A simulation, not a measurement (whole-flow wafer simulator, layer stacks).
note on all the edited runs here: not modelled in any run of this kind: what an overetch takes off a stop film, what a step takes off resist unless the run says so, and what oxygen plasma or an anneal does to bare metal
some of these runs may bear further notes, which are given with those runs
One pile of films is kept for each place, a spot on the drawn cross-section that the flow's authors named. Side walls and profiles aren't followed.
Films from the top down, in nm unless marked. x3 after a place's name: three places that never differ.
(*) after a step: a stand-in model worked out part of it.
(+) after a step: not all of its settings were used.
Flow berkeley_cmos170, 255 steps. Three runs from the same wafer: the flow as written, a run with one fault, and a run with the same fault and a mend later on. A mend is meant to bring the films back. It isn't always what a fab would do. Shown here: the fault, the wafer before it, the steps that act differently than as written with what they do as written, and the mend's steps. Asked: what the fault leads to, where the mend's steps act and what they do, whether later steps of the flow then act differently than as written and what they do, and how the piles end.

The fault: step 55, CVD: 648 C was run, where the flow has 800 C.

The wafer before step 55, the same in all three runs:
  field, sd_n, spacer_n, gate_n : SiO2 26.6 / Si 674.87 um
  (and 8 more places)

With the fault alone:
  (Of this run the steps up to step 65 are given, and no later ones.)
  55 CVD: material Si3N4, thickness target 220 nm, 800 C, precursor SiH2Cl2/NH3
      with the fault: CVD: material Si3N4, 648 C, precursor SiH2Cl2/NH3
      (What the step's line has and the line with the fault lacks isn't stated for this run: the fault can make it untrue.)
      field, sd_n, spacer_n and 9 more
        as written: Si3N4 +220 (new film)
        with the fault: Si3N4 +13.4 (new film)
  Later steps of the flow that act differently than as written:
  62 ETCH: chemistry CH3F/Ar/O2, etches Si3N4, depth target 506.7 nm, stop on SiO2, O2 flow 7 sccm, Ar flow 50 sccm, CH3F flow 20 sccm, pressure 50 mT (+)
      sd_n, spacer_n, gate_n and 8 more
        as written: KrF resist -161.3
        with the fault: KrF resist -23.6
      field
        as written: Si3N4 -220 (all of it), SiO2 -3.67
        with the fault: Si3N4 -13.4 (all of it), SiO2 -3.67
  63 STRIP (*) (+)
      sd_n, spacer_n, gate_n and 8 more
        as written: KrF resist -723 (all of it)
        with the fault: KrF resist -860.8 (all of it)
  After step 65 the piles differ from the flow's by more than 2% or 0.5 nm, whichever is larger, at sd_n, spacer_n, gate_n and 8 more.
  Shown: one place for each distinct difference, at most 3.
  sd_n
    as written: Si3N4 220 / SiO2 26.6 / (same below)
    with the fault: Si3N4 13.4 / SiO2 26.6 / (same below)

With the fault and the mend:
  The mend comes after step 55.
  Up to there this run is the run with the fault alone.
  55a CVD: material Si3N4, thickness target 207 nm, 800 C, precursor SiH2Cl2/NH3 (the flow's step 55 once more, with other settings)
      field, sd_n, spacer_n and 9 more
        Si3N4 +207
  No later step of the flow acts differently than as written, at any place that is followed, by more than 2% or 0.5 nm, whichever is larger.
  At the end the piles differ from the flow's only slightly at the places that both follow, by at most 2% or 0.5 nm, whichever is larger.
